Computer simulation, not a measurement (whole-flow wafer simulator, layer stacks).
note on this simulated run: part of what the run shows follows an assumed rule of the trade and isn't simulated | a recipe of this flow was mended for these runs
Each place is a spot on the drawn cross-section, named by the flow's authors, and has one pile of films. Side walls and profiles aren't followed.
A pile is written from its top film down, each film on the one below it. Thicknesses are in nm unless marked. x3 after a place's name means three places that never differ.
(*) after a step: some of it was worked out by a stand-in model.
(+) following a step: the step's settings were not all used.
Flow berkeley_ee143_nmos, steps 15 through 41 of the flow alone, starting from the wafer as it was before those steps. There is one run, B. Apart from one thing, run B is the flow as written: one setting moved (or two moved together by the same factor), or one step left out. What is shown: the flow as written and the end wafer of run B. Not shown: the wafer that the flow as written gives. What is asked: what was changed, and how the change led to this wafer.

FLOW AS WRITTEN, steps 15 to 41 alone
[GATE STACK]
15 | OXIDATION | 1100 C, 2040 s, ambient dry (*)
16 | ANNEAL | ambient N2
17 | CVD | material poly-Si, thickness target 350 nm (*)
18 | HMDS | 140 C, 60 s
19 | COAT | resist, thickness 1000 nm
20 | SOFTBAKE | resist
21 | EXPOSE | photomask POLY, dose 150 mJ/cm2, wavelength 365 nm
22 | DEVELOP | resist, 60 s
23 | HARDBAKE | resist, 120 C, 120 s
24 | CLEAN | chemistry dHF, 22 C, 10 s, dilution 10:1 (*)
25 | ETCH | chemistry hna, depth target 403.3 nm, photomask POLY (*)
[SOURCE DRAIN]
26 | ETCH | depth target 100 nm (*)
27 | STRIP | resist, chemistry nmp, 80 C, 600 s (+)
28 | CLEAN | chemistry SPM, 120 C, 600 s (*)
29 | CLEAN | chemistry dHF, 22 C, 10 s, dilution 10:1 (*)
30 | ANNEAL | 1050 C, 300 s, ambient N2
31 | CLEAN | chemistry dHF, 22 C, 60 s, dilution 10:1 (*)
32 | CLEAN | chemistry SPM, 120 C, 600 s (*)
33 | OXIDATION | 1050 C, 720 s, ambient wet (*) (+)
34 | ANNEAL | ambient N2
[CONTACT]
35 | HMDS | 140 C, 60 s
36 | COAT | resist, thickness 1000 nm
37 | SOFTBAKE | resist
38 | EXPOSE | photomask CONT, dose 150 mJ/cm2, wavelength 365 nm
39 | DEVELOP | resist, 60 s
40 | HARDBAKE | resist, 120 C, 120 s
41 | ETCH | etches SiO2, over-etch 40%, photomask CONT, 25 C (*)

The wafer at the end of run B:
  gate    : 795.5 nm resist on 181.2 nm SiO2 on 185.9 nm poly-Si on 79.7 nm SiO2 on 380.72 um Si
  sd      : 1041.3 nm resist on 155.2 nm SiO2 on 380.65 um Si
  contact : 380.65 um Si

What caused this: step 17, CVD: thickness target 266 nm was run, while the flow as written has thickness target 350 nm; step 33, OXIDATION: 547 s was run, where the flow has 720 s.

The path from the change to this, step by step:
  17 | CVD | material poly-Si, thickness target 350 nm (*)
      gate, sd, contact, field: poly-Si gains 266 (new film) (it would be, as written: poly-Si gains 350 (new film))
  25 | ETCH | chemistry hna, depth target 403.3 nm, photomask POLY (*)
      sd, contact, field: poly-Si loses 266 (all of it), SiO2 loses 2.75 (it would be, as written: poly-Si loses 350 (all of it), SiO2 loses 1.07)
  26 | ETCH | depth target 100 nm (*)
      sd, contact: SiO2 loses 76.9 (all of it) (it would be, as written: SiO2 loses 78.6 (all of it))
  33 | OXIDATION | 1050 C, 720 s, ambient wet (*) (+)
      sd, contact: SiO2 gains 155.2 (new film), chemical SiO2 loses 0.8 (all of it), Si loses 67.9 (it would be, as written: SiO2 gains 189.4 (new film), chemical SiO2 loses 0.8 (all of it), Si loses 83)
      gate: SiO2 gains 181.2 (new film), chemical SiO2 loses 0.8 (all of it), poly-Si loses 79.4 (it would be, as written: SiO2 gains 217.6 (new film), chemical SiO2 loses 0.8 (all of it), poly-Si loses 95.4)
      (and at 1 other place as well)
  36 | COAT | resist, thickness 1000 nm
      gate: resist gains 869 (new film) (it would be, as written: resist gains 822.5 (new film))
      field: resist gains 823.2 (new film) (it would be, as written: resist gains 850.4 (new film))
  40 | HARDBAKE | resist, 120 C, 120 s
      gate: resist loses 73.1 (it would be, as written: resist loses 69)
      field: resist loses 69 (it would be, as written: resist loses 71.4)
  41 | ETCH | etches SiO2, over-etch 40%, photomask CONT, 25 C (*)
      contact: SiO2 loses 155.2 (all of it) (it would be, as written: SiO2 loses 189.4 (all of it))
